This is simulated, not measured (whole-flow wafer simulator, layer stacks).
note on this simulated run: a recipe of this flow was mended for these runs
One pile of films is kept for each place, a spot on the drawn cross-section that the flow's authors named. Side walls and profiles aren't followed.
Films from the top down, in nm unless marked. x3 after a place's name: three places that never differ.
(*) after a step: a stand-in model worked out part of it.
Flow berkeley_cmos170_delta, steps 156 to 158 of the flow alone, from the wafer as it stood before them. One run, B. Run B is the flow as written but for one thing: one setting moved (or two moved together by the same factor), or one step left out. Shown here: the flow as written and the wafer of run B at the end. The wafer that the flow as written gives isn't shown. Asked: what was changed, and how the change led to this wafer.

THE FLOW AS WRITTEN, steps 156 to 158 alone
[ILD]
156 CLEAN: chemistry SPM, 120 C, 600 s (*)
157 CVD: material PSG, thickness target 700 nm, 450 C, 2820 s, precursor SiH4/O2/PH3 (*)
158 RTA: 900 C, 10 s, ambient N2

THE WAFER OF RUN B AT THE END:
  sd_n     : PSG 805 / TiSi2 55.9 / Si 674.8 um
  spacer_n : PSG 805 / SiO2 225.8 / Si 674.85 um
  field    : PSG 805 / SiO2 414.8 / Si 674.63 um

The cause: step 157, CVD: thickness target 805 nm was run, where the flow has thickness target 700 nm; step 157, CVD: 3243 s was run, where the flow has 2820 s.
It can be read off the wafer: sd_n has PSG 805, and step 157 as written asks for 700 nm.

How the change led to this, step by step:
  157 CVD: material PSG, thickness target 700 nm, 450 C, 2820 s, precursor SiH4/O2/PH3 (*)
      field, sd_n, spacer_n, gate, spacer_p, gate_p, contact x2: PSG +805 (new film) (as written it would be: PSG +700 (new film))
      sd_p: PSG +756.4 (new film) (as written it would be: PSG +659.7 (new film))
